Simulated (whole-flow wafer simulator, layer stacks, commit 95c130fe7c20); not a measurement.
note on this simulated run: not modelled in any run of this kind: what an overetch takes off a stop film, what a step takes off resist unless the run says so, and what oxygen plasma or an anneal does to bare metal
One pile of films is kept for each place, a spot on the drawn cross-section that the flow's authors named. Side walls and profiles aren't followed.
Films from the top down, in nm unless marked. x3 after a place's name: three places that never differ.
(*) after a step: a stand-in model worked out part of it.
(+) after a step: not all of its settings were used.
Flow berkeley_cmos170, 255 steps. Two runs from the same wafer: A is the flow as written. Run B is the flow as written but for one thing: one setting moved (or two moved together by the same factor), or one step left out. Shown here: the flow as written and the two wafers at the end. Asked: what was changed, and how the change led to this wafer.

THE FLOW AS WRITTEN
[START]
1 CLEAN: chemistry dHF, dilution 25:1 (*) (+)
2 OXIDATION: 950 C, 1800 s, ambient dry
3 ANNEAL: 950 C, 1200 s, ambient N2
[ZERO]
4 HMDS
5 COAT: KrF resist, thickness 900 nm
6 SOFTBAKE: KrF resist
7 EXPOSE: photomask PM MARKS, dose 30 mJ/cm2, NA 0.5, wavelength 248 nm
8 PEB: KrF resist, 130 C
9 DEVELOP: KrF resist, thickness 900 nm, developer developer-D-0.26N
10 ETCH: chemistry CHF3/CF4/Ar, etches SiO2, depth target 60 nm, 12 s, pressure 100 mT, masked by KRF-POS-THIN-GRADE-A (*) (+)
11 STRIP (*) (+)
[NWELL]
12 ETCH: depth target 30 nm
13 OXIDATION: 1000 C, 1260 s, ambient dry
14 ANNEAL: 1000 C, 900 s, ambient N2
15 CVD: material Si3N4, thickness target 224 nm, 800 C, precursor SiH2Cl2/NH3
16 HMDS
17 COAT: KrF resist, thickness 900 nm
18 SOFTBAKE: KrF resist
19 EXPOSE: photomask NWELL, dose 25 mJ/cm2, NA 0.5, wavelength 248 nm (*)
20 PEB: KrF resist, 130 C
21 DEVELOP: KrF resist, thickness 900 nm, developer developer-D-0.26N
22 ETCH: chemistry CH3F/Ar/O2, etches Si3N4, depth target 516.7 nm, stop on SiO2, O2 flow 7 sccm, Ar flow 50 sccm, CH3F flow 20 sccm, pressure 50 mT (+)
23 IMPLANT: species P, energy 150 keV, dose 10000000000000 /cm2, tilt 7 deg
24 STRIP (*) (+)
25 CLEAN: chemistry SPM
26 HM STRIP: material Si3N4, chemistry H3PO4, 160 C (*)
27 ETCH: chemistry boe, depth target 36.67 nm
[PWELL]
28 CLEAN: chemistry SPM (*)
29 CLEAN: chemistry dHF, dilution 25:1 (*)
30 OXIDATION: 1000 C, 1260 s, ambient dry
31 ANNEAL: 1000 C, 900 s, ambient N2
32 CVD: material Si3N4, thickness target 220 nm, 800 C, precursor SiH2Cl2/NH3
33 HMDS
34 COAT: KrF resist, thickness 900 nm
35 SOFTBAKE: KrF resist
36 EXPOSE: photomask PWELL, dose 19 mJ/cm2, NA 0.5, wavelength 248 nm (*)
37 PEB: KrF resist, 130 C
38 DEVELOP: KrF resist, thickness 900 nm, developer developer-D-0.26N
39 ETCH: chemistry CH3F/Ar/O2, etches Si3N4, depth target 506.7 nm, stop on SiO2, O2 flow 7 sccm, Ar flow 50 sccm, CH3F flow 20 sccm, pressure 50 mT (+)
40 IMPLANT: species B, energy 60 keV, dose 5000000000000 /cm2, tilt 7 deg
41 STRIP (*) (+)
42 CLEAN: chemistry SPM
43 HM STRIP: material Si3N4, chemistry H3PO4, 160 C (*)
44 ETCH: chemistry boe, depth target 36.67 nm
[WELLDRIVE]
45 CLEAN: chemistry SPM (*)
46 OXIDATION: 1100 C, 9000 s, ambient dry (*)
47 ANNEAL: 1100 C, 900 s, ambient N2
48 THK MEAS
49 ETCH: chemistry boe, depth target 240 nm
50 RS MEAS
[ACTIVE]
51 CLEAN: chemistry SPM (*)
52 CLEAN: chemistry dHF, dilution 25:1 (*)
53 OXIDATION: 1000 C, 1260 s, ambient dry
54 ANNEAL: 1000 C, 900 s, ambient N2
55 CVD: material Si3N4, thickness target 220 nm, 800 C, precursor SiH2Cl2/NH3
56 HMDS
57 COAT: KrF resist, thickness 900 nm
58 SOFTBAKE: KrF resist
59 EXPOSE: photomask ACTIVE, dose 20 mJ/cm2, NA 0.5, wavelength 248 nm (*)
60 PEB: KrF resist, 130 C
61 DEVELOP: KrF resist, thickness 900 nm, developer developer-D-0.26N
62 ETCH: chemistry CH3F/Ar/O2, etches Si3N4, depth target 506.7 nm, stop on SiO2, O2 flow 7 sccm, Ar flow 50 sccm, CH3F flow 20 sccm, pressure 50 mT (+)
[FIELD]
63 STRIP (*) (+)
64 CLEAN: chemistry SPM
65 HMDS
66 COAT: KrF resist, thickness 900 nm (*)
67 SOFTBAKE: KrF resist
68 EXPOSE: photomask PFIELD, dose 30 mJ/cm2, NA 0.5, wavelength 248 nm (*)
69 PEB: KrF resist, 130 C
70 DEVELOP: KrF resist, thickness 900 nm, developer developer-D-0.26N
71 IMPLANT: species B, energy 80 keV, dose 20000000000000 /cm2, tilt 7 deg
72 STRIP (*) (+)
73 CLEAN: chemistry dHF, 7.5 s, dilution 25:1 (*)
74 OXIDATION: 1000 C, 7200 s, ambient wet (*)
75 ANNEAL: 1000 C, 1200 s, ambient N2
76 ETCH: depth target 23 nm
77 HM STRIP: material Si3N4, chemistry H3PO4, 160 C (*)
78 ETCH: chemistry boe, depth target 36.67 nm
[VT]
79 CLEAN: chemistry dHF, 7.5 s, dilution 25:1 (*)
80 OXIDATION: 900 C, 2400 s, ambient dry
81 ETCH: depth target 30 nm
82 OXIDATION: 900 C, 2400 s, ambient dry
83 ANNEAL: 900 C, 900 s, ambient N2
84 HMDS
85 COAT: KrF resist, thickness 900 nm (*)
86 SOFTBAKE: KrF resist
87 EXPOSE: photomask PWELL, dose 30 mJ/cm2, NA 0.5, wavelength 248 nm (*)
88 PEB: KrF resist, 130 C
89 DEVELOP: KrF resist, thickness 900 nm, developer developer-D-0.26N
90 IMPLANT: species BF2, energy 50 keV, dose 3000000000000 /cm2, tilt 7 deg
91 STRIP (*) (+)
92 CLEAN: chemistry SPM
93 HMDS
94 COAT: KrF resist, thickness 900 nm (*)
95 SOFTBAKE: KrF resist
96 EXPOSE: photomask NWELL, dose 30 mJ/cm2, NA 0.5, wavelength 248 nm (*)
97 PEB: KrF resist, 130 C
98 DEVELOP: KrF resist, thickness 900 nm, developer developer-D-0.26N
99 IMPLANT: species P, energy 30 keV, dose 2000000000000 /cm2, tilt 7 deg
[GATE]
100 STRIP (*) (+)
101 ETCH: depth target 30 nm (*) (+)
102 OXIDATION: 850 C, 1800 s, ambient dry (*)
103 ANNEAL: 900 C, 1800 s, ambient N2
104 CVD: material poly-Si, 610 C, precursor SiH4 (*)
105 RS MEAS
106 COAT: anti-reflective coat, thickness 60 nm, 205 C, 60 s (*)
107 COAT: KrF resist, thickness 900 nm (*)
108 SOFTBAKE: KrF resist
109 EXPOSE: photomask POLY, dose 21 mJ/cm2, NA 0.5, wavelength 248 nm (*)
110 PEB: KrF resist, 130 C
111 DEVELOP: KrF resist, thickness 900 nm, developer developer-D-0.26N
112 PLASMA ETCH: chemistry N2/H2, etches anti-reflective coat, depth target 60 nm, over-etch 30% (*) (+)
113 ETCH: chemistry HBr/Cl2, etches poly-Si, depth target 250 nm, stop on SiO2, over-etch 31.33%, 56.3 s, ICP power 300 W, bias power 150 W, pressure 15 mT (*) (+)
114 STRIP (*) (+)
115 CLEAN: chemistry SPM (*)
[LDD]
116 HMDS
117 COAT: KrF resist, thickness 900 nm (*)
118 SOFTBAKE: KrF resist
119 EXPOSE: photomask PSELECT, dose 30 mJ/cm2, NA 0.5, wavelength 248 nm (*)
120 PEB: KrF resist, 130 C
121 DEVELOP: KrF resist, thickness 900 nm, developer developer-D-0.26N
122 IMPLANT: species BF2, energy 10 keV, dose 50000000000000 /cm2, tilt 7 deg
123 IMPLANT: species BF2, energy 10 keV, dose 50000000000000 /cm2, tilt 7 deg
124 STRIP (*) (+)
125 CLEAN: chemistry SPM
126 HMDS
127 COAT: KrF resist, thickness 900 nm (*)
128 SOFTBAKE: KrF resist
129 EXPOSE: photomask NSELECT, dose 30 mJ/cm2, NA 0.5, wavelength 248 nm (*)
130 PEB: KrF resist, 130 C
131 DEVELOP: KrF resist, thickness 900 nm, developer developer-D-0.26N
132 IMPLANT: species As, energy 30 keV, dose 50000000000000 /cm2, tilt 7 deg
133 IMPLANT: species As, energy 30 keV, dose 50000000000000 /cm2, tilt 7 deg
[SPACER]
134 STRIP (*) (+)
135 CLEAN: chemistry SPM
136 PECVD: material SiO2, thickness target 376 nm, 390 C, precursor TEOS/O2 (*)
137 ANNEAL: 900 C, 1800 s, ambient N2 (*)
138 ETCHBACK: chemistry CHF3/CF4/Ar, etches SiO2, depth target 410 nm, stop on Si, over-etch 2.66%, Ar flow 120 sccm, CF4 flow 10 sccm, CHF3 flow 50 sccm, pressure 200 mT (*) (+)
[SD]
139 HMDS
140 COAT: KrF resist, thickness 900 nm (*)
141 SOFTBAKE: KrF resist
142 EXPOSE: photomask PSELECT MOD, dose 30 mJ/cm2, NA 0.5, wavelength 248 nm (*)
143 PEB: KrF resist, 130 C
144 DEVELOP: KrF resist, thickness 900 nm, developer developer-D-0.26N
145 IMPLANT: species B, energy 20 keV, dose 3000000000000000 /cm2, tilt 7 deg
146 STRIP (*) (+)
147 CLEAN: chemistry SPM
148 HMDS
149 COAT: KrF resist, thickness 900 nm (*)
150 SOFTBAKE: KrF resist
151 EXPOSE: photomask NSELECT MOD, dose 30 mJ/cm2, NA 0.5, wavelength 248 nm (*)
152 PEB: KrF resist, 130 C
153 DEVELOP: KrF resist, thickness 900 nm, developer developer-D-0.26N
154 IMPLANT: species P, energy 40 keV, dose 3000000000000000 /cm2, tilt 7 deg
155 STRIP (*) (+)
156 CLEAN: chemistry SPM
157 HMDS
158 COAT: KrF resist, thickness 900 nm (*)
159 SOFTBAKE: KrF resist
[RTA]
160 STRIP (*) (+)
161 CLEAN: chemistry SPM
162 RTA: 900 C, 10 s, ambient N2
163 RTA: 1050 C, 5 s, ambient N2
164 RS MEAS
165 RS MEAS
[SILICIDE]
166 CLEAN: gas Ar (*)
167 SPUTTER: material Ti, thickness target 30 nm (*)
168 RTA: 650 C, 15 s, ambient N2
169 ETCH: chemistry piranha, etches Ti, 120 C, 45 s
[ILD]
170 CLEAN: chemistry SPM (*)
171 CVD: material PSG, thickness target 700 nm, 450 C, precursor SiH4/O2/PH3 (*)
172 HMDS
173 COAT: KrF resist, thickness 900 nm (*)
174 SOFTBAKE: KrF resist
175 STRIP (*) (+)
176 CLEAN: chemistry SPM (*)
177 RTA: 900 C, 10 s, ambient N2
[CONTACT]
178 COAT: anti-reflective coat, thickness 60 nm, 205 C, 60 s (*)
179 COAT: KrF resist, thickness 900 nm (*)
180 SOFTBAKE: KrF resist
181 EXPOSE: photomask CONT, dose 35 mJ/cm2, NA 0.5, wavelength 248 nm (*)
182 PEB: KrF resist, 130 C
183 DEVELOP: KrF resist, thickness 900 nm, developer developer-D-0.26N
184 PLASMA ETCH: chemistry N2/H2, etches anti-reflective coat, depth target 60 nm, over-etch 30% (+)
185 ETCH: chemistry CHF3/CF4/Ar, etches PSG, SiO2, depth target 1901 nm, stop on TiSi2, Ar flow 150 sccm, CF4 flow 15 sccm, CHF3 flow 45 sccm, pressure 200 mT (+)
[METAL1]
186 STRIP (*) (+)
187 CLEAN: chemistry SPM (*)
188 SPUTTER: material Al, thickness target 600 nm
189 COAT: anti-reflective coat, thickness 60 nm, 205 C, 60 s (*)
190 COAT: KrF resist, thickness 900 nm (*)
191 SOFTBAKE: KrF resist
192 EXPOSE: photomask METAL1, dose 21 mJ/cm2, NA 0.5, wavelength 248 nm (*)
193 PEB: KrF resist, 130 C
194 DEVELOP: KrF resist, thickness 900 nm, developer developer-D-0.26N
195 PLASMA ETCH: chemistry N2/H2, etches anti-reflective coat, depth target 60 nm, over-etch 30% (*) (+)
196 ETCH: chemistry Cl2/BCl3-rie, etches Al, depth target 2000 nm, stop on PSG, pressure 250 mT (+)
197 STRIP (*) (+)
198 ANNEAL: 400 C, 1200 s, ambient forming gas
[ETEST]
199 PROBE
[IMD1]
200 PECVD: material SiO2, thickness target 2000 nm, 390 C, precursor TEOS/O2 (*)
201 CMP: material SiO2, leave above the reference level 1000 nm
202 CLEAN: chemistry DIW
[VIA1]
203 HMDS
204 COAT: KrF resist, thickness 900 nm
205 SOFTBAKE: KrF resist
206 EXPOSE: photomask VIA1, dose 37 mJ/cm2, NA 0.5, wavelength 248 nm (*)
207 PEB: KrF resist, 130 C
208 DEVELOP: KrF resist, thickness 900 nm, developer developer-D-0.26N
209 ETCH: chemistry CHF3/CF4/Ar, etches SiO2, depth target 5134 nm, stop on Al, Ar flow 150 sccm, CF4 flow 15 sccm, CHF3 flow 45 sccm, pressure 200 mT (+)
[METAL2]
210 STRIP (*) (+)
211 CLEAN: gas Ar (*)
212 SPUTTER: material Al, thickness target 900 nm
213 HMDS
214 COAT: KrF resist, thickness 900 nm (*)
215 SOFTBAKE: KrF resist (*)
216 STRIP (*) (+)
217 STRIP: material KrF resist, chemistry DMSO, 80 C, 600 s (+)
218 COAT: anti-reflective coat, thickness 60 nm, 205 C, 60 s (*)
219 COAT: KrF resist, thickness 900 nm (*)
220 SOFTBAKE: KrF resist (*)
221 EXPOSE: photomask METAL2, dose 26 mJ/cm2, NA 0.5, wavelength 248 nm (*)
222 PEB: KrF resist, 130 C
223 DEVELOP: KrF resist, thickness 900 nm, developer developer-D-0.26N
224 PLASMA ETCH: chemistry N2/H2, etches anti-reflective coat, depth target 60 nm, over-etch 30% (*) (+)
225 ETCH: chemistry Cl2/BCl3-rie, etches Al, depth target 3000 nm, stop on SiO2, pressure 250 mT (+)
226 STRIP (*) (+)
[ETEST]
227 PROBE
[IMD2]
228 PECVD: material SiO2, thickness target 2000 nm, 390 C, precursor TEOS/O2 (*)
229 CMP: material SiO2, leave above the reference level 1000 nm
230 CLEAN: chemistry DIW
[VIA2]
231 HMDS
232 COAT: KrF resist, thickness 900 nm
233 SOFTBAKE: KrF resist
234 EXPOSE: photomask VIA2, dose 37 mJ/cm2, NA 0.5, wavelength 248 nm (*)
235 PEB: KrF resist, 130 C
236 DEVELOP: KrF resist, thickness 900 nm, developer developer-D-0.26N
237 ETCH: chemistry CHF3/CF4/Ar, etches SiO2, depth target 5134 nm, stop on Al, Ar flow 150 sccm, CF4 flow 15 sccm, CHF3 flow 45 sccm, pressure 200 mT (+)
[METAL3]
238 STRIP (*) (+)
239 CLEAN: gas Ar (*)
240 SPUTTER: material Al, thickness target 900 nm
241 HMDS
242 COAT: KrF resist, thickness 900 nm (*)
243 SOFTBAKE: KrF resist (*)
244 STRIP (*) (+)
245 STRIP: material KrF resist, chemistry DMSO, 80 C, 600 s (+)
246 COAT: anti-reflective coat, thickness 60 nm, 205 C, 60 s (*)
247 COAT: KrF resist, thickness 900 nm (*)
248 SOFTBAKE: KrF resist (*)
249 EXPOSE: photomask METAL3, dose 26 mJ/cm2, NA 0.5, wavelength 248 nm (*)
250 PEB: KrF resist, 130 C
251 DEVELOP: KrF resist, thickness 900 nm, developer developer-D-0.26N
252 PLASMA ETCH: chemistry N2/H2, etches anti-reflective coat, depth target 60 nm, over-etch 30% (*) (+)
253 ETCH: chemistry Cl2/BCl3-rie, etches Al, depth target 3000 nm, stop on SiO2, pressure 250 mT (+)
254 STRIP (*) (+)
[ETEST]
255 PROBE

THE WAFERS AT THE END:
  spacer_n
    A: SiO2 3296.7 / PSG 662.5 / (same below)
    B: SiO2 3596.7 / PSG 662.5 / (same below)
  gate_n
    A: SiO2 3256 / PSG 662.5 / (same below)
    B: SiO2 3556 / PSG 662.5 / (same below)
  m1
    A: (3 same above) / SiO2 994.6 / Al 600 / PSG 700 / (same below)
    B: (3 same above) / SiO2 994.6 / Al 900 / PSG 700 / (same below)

The cause: step 188, SPUTTER: thickness target 900 nm was run, where the flow has thickness target 600 nm; step 196, ETCH: depth target 3000 nm was run, where the flow has depth target 2000 nm.
It can be read off the wafer: m1 has Al 900, and step 188 as written asks for 600 nm.

How the change led to this, step by step:
  188 SPUTTER: material Al, thickness target 600 nm
      field, sd_n, spacer_n and 7 more: A Al +600 (new film) | B Al +900 (new film)
      sd_p: A Al +573.8 (new film) | B Al +870.5 (new film)
      (and at 1 more place)
  189 COAT: anti-reflective coat, thickness 60 nm, 205 C, 60 s (*)
      sd_n: A anti-reflective coat +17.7 (new film) | B anti-reflective coat +29.8 (new film)
      contact: A anti-reflective coat +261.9 (new film) | B anti-reflective coat +310.1 (new film)
      (and at 1 more place)
  190 COAT: KrF resist, thickness 900 nm (*)
      sd_n: A KrF resist +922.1 (new film) | B KrF resist +891.4 (new film)
  194 DEVELOP: KrF resist, thickness 900 nm, developer developer-D-0.26N
      sd_n: A KrF resist -920.6 (all of it) | B KrF resist -890 (all of it)
  195 PLASMA ETCH: chemistry N2/H2, etches anti-reflective coat, depth target 60 nm, over-etch 30% (*) (+)
      sd_n: A anti-reflective coat -17.7 (all of it) | B anti-reflective coat -29.8 (all of it)
  196 ETCH: chemistry Cl2/BCl3-rie, etches Al, depth target 2000 nm, stop on PSG, pressure 250 mT (+)
      field, sd_n, spacer_n, gate_n, spacer_p, gate_p: A Al -600 (all of it), PSG -37.5 | B Al -900 (all of it), PSG -37.5
      contact, m1, via1, m2, via2: A KrF resist -450 | B KrF resist -600
      (and at 1 more place)
  197 STRIP (*) (+)
      contact: A KrF resist -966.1 (all of it), anti-reflective coat -261.9 (all of it) | B KrF resist -841 (all of it), anti-reflective coat -310.1 (all of it)
      m1: A KrF resist -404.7 (all of it), anti-reflective coat -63 (all of it) | B KrF resist -250.6 (all of it), anti-reflective coat -63.4 (all of it)
      (and at 3 more places)
  201 CMP: material SiO2, leave above the reference level 1000 nm
      contact: A SiO2 -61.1 | B nothing
      spacer_n, spacer_p: A SiO2 -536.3 | B SiO2 -236.3
      (and at 5 more places)
  204 COAT: KrF resist, thickness 900 nm
      contact: A KrF resist +900 (new film) | B KrF resist +920.5 (new film)
  210 STRIP (*) (+)
      contact: A KrF resist -608.9 (all of it) | B KrF resist -629.4 (all of it)
  214 COAT: KrF resist, thickness 900 nm (*)
      contact: A KrF resist +889.8 (new film) | B KrF resist +910.4 (new film)
  216 STRIP (*) (+)
      contact: A KrF resist -889.8 (all of it) | B KrF resist -910.4 (all of it)
  218 COAT: anti-reflective coat, thickness 60 nm, 205 C, 60 s (*)
      sd_n: A anti-reflective coat +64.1 (new film) | B anti-reflective coat +56.5 (new film)
      contact: A anti-reflective coat +62.1 (new film) | B anti-reflective coat +73.3 (new film)
  224 PLASMA ETCH: chemistry N2/H2, etches anti-reflective coat, depth target 60 nm, over-etch 30% (*) (+)
      contact, m1, via1, m2, via2: A KrF resist -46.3 | B KrF resist -43.5
      sd_n: A anti-reflective coat -64.1 (all of it) | B anti-reflective coat -56.5 (all of it)
  226 STRIP (*) (+)
      contact: A KrF resist -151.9 (all of it), anti-reflective coat -62.1 (all of it) | B KrF resist -163.2 (all of it), anti-reflective coat -73.3 (all of it)
  229 CMP: material SiO2, leave above the reference level 1000 nm
      contact: A SiO2 -1000 | B SiO2 -974.7
